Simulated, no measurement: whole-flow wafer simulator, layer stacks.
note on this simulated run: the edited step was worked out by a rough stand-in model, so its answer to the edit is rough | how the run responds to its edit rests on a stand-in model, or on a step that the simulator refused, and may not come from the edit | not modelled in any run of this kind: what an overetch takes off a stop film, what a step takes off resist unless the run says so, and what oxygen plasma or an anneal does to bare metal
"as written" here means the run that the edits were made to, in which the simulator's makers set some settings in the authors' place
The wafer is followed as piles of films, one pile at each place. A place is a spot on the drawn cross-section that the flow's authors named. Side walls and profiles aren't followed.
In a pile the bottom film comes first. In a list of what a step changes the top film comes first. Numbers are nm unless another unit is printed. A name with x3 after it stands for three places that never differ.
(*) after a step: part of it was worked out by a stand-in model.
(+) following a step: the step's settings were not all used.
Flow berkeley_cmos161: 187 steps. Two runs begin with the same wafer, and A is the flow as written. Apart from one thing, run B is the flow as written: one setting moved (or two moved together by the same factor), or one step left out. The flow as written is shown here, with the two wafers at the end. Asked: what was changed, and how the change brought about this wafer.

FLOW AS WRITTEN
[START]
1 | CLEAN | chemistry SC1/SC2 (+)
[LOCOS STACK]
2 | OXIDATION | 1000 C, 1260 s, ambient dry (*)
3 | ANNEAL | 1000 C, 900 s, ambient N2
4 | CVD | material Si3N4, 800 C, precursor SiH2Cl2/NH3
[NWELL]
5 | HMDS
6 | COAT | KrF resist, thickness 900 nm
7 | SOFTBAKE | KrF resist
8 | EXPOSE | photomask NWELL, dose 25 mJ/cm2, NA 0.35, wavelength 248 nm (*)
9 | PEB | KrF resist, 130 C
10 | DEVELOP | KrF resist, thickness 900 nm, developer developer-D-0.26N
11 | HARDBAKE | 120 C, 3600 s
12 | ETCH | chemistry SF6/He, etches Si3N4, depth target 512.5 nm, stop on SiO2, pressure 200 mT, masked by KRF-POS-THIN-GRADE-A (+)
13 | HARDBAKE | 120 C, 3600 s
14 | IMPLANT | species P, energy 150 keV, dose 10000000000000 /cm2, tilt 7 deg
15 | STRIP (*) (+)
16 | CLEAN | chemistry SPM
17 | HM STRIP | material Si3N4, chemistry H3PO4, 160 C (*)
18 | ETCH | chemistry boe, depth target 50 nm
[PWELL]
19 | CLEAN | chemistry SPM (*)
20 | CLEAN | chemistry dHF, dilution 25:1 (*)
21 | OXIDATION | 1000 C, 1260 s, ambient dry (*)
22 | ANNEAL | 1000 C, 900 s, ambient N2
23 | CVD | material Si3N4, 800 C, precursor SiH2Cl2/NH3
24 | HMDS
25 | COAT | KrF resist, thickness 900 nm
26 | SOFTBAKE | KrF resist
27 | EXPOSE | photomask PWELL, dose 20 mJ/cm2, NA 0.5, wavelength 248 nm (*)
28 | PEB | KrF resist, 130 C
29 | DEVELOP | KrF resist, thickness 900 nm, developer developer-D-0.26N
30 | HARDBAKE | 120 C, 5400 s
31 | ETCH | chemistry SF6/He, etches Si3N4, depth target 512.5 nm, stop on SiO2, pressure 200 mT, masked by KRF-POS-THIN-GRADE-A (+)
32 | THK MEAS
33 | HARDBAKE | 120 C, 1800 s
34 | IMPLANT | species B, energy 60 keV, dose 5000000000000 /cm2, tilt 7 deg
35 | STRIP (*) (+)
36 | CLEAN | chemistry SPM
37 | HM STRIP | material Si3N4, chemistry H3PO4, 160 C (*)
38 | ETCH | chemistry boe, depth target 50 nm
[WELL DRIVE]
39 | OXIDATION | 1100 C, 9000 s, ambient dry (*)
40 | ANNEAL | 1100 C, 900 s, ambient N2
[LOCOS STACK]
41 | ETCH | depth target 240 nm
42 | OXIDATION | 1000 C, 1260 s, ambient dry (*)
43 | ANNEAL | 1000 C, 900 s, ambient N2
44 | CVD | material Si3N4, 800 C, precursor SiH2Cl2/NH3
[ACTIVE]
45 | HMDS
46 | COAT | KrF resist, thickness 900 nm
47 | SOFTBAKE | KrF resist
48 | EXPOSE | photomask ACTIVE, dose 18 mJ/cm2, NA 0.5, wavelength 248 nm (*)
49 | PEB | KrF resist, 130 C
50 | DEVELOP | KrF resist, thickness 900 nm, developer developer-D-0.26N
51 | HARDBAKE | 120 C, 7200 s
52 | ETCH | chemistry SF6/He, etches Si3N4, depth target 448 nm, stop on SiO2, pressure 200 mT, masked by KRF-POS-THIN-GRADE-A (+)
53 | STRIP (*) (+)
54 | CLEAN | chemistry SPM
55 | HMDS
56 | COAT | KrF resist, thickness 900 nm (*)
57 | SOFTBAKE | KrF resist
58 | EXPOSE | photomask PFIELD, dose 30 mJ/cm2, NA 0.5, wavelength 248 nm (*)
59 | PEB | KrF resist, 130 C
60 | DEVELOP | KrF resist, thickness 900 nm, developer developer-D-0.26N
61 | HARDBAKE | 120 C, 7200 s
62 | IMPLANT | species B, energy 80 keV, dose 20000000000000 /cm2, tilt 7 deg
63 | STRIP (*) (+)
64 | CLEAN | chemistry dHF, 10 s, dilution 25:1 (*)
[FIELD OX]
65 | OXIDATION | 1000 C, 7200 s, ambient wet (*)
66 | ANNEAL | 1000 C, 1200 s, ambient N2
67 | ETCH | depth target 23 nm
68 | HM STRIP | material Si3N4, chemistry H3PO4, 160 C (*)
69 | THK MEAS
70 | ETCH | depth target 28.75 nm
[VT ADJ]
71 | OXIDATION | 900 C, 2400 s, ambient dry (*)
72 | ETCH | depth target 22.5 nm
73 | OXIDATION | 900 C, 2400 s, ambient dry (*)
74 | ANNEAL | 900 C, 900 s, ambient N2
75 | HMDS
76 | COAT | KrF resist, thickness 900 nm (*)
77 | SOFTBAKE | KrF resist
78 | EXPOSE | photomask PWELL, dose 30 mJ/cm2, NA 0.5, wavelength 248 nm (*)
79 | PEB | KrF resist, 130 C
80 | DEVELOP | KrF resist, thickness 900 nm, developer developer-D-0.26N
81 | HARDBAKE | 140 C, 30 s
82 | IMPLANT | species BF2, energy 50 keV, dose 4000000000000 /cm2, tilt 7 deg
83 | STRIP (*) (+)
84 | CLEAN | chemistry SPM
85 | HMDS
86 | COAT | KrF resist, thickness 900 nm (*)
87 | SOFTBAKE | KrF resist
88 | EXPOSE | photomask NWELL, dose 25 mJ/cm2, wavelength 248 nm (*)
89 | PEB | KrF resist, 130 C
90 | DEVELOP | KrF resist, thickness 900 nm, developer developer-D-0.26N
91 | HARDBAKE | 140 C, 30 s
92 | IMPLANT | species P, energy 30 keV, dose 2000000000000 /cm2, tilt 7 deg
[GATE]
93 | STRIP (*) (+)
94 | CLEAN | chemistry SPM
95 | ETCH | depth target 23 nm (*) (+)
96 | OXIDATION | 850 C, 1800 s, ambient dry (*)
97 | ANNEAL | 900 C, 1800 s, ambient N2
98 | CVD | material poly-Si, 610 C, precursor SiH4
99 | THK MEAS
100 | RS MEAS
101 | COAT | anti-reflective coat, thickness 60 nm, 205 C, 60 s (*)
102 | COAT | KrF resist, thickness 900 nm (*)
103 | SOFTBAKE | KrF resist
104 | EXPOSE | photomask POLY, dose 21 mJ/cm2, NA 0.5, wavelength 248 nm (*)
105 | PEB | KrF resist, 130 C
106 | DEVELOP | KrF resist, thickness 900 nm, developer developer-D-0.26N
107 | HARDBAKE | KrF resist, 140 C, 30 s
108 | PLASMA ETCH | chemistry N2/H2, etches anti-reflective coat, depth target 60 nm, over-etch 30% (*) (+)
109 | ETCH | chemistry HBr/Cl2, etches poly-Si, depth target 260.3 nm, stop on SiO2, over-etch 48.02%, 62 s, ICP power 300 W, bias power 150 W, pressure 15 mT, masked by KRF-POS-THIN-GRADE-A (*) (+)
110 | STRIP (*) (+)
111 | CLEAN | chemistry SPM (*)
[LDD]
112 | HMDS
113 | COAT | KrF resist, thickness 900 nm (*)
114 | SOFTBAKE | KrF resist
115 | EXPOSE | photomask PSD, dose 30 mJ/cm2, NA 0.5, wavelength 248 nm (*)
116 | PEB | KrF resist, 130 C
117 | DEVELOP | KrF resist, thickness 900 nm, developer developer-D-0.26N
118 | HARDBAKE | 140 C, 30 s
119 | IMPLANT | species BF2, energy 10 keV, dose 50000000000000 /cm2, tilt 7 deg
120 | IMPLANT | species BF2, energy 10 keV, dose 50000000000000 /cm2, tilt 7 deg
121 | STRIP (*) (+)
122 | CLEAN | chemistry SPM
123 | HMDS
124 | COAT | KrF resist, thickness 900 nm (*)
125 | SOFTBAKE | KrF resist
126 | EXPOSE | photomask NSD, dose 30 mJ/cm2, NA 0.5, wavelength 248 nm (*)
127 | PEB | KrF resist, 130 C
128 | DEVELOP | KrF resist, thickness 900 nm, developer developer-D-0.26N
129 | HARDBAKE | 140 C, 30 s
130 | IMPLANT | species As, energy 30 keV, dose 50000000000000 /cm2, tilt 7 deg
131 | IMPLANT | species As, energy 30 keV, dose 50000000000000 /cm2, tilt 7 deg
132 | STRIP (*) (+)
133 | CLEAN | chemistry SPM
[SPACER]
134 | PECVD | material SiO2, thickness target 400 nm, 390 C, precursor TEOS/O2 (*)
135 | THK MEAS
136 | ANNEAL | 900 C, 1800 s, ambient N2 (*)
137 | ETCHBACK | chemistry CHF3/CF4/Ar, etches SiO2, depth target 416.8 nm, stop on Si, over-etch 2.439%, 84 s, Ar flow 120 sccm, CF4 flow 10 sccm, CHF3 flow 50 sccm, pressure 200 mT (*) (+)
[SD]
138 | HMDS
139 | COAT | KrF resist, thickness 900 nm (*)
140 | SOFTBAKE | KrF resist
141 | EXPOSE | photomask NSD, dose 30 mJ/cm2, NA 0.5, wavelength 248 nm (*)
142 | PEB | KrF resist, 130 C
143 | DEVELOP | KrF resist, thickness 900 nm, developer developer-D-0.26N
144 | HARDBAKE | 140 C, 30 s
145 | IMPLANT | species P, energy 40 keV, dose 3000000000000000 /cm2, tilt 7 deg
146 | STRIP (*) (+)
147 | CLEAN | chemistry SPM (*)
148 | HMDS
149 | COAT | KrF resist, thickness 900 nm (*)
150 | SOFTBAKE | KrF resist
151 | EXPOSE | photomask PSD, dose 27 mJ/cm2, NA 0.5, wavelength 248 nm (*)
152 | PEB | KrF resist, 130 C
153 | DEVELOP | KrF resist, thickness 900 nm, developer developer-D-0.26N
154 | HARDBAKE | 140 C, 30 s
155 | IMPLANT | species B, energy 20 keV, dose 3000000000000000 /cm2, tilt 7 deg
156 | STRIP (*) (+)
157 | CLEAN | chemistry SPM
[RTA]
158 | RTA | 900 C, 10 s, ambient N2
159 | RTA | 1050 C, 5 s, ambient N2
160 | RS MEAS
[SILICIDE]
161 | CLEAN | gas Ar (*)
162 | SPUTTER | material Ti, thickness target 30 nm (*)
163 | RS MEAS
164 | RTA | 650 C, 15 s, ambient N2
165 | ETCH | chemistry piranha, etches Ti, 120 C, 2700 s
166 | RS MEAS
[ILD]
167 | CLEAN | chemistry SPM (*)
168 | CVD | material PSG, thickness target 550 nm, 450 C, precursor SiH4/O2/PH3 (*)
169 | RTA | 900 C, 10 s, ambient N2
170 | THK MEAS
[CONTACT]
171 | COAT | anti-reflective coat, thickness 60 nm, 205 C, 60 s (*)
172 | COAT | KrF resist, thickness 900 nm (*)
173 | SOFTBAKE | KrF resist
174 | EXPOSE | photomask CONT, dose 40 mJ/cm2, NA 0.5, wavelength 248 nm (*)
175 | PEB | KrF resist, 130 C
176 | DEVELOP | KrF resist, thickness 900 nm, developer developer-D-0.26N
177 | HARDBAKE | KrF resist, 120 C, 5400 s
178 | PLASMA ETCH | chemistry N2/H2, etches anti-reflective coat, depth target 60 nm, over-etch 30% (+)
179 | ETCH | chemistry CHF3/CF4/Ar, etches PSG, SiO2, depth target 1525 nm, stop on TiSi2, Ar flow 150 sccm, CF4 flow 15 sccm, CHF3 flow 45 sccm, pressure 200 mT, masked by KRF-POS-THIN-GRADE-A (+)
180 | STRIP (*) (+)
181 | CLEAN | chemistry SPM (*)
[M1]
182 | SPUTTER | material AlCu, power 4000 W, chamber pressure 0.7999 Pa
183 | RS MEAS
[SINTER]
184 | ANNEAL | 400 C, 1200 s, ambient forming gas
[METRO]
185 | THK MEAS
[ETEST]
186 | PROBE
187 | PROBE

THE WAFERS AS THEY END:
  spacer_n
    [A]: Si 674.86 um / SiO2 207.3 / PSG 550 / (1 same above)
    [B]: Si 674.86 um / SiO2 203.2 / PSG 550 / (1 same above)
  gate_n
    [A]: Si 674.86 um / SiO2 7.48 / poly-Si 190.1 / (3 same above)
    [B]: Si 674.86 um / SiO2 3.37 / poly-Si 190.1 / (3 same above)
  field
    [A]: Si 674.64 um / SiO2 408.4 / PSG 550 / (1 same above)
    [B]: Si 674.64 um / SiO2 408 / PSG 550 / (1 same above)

What caused this: step 96, OXIDATION: 765 C was run, though the flow has 850 C.

Step by step, how the change led to this:
  96 | OXIDATION | 850 C, 1800 s, ambient dry (*)
      sd_n, spacer_n, gate_n, sd_p, spacer_p, gate_p, contact, m1: A +7.48 SiO2 (new film), -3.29 Si | B +3.37 SiO2 (new film), -1.48 Si
